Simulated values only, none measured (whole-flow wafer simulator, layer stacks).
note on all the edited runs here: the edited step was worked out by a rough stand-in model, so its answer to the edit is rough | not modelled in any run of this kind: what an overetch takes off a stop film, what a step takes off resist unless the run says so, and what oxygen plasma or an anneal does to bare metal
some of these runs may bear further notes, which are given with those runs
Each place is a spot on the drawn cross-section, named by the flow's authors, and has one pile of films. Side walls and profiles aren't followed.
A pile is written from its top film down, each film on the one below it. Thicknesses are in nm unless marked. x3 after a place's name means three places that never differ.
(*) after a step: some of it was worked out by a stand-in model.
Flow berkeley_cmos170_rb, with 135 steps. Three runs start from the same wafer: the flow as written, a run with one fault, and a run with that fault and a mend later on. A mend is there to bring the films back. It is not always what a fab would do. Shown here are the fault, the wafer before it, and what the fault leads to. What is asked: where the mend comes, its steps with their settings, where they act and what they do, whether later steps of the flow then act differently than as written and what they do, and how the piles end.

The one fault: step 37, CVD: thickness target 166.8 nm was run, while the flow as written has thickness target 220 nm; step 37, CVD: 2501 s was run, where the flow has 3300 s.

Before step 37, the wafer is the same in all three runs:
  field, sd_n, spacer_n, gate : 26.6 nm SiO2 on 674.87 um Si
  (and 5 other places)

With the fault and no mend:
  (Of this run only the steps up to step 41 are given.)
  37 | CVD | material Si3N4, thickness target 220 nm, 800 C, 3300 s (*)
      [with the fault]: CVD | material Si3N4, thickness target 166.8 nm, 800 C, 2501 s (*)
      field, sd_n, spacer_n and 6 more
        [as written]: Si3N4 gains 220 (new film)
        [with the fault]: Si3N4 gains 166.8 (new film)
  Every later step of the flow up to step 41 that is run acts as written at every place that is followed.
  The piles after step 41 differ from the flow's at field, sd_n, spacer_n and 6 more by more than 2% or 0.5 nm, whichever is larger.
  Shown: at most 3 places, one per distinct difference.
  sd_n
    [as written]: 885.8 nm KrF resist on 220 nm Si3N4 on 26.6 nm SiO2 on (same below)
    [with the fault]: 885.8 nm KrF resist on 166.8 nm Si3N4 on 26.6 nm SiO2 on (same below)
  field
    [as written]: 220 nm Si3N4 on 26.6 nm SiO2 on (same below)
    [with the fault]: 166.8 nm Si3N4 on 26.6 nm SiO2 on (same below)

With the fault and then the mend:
  After step 37 comes the mend.
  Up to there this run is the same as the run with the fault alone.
  37a | CVD | material Si3N4, thickness target 53.24 nm, 800 C, 799 s (*) (a further turn of the flow's step 37, with different settings)
      field, sd_n, spacer_n and 6 more
        Si3N4 gains 53.2
  Every later step of the flow that is run acts as written, at every place that is followed, to within 2% or 0.5 nm, whichever is larger.
  The piles end the same as the flow's at every place that both follow.
